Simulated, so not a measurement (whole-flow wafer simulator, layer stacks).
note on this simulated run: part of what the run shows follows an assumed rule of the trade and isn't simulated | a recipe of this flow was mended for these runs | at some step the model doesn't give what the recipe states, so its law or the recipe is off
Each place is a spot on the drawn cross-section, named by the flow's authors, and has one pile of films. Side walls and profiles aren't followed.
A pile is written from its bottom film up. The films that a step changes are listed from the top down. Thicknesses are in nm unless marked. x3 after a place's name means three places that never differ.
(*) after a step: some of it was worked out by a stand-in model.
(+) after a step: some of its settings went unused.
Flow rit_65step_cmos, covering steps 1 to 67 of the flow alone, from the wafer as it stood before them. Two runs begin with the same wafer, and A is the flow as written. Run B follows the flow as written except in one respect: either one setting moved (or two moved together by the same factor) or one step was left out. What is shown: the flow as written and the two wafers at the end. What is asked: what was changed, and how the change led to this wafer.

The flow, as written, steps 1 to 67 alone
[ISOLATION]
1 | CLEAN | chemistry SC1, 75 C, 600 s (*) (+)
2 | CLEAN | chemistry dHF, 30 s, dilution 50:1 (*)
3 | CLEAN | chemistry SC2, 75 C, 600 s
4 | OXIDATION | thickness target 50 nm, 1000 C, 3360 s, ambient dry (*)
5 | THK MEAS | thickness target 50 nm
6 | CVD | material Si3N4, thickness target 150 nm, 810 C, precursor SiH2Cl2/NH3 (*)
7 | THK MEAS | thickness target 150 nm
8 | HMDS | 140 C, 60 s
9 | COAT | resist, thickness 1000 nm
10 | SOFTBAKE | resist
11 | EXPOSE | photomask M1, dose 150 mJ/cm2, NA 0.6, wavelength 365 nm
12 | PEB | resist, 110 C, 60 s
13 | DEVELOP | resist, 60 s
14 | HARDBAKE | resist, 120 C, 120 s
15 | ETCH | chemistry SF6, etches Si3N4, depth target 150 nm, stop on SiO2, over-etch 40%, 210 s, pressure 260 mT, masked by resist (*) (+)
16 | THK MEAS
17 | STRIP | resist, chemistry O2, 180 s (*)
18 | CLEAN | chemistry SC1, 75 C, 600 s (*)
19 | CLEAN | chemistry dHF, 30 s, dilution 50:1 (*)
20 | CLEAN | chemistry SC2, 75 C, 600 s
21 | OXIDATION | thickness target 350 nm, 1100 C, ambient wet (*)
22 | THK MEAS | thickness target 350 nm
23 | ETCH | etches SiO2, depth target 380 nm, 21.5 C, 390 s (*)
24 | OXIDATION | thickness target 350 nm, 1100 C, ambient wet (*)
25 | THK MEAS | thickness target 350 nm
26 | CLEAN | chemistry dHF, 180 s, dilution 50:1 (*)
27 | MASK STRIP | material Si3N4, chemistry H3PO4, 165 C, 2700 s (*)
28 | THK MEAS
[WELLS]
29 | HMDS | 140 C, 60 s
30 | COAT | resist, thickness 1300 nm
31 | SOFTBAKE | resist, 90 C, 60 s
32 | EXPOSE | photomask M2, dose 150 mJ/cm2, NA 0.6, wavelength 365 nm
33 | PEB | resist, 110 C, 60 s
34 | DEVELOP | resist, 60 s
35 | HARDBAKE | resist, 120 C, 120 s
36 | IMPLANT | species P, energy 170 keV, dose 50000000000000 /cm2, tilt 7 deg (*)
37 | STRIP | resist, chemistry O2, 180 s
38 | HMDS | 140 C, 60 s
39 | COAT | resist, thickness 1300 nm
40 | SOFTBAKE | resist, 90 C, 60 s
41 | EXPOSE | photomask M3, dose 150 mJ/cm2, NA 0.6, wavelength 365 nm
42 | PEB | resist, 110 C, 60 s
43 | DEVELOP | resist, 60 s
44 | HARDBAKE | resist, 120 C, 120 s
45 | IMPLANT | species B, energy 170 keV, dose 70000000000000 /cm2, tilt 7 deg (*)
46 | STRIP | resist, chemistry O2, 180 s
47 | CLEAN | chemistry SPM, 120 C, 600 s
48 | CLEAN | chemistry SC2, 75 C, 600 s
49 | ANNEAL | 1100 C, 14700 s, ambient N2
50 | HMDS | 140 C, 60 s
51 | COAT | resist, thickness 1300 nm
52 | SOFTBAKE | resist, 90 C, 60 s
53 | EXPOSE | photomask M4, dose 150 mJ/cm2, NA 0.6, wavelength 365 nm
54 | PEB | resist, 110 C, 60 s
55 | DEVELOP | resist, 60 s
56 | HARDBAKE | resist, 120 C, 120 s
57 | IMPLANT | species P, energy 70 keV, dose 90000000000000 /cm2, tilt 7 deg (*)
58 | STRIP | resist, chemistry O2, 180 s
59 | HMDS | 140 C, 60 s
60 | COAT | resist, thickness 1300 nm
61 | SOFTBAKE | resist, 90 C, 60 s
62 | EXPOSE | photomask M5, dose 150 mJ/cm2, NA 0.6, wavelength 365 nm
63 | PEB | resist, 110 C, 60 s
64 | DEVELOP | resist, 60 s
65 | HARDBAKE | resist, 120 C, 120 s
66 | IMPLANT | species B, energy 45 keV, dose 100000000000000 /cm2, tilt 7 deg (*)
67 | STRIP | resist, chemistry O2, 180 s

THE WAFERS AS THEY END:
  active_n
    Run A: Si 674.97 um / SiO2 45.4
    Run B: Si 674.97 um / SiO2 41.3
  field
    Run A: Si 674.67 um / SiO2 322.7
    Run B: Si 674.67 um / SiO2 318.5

What caused this: step 27, MASK STRIP: 3746 s was run, though the flow has 2700 s.

The path from the change to this, step by step:
  27 | MASK STRIP | material Si3N4, chemistry H3PO4, 165 C, 2700 s (*)
      active_n, active_p, gate_n and 7 more: A -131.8 Si3N4 (all of it), -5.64 SiO2 | B -131.8 Si3N4 (all of it), -9.77 SiO2
      field, field_pw, field_nw, field_p: A -10.7 SiO2 | B -14.8 SiO2
